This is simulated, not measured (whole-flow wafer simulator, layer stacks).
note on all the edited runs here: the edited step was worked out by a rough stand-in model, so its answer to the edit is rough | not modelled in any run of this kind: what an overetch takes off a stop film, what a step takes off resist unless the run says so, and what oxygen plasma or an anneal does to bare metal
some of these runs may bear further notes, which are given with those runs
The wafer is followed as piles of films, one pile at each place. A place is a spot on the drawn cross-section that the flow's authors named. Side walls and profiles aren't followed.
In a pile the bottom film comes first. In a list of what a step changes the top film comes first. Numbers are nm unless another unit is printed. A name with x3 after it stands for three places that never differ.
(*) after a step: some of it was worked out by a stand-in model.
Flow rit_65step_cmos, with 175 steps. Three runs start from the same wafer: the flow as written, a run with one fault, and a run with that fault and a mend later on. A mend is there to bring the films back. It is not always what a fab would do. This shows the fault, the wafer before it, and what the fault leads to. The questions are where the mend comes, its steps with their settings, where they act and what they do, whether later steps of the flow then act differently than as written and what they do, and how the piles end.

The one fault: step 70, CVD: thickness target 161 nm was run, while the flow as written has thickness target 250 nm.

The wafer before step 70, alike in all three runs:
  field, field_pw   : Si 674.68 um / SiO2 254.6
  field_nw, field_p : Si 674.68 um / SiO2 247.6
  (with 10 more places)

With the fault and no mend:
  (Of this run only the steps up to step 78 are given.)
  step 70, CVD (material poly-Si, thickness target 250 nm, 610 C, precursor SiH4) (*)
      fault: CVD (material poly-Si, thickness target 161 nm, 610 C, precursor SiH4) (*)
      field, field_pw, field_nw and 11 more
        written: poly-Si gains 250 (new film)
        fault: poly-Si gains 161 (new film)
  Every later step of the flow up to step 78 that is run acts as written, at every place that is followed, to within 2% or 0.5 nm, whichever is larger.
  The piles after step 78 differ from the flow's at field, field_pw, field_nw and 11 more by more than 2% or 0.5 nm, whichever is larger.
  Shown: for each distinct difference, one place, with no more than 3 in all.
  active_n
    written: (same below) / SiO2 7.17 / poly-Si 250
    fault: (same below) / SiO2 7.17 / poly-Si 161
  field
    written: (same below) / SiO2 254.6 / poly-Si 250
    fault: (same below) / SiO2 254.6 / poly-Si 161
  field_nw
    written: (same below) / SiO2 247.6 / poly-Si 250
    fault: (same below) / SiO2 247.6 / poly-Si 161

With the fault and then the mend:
  After step 71 comes the mend.
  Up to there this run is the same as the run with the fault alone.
  step 71a, CVD (material poly-Si, thickness target 89 nm, 610 C, 790 s, precursor SiH4) (*) (the flow's step 70, run once more with other settings)
      field, field_pw, field_nw and 11 more
        poly-Si gains 89
  Every later step of the flow that is run acts as written at every place that is followed.
  By the end, the piles equal the flow's at every place that both follow.
